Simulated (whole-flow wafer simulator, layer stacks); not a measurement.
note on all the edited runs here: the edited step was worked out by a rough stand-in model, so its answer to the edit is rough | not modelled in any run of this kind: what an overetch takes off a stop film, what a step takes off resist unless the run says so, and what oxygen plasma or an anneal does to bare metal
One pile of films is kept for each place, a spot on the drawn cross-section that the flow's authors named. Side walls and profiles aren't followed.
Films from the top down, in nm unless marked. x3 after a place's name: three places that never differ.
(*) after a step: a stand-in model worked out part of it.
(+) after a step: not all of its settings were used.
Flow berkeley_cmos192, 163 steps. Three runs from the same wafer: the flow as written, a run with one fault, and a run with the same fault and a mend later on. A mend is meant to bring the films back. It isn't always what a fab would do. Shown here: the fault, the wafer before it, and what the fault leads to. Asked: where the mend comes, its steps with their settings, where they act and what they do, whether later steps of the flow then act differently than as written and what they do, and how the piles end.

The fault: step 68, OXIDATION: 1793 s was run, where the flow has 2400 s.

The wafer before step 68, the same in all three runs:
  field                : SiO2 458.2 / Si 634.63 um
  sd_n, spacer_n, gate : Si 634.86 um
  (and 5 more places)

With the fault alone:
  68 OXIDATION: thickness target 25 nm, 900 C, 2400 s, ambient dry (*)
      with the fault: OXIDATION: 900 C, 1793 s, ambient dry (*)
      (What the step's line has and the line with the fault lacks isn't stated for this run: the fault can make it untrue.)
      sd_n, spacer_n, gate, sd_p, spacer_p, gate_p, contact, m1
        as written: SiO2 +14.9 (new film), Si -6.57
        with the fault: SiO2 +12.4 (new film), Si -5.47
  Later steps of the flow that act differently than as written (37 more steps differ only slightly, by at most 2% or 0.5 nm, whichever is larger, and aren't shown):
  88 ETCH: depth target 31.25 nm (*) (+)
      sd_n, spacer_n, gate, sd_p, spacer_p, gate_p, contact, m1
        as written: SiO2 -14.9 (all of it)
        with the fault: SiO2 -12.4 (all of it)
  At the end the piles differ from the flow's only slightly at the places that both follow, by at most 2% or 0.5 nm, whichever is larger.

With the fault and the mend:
  The mend comes after step 75.
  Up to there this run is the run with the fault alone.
  75a STRIP: 150 s (*) (+)
      sd_p
        KrF resist -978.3 (all of it)
      spacer_p
        KrF resist -959.7 (all of it)
      gate_p
        KrF resist -958.8 (all of it)
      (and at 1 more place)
  75b CLEAN: chemistry SPM
      changes no film at any place that is followed
  75c OXIDATION: 900 C, 606 s, ambient dry (*) (the flow's step 68 once more, with other settings)
      sd_n, spacer_n, gate, sd_p, spacer_p, gate_p, contact, m1
        SiO2 +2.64, Si -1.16
      field
        SiO2 +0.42, Si -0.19
  75d HMDS (the flow's step 70 once more)
      changes no film at any place that is followed
  75e COAT: KrF resist, thickness 900 nm (*) (the flow's step 71 once more)
      field
        KrF resist +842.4 (new film)
      sd_n
        KrF resist +1013.2 (new film)
      spacer_n
        KrF resist +978.6 (new film)
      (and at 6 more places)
  75f SOFTBAKE: KrF resist (the flow's step 72 once more)
      changes no film at any place that is followed
  75g EXPOSE: photomask PWELL, dose 30 mJ/cm2, NA 0.5, wavelength 248 nm (*) (the flow's step 73 once more)
      changes no film at any place that is followed
  75h PEB: KrF resist, 130 C, 60 s (the flow's step 74 once more)
      sd_n, m1
        KrF resist -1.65
      spacer_n, gate
        KrF resist -1.58
      spacer_p, gate_p
        KrF resist -1.57
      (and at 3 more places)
  75i DEVELOP: KrF resist, thickness 900 nm, developer developer-D-0.26N, 45 s (the flow's step 75 once more)
      sd_p, spacer_p, gate_p, m1
        KrF resist -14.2
      spacer_n, gate
        KrF resist -977 (all of it)
      field
        KrF resist -841.1 (all of it)
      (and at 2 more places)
  No later step of the flow acts differently than as written, at any place that is followed, by more than 2% or 0.5 nm, whichever is larger.
  At the end the piles differ from the flow's only slightly at the places that both follow, by at most 2% or 0.5 nm, whichever is larger.
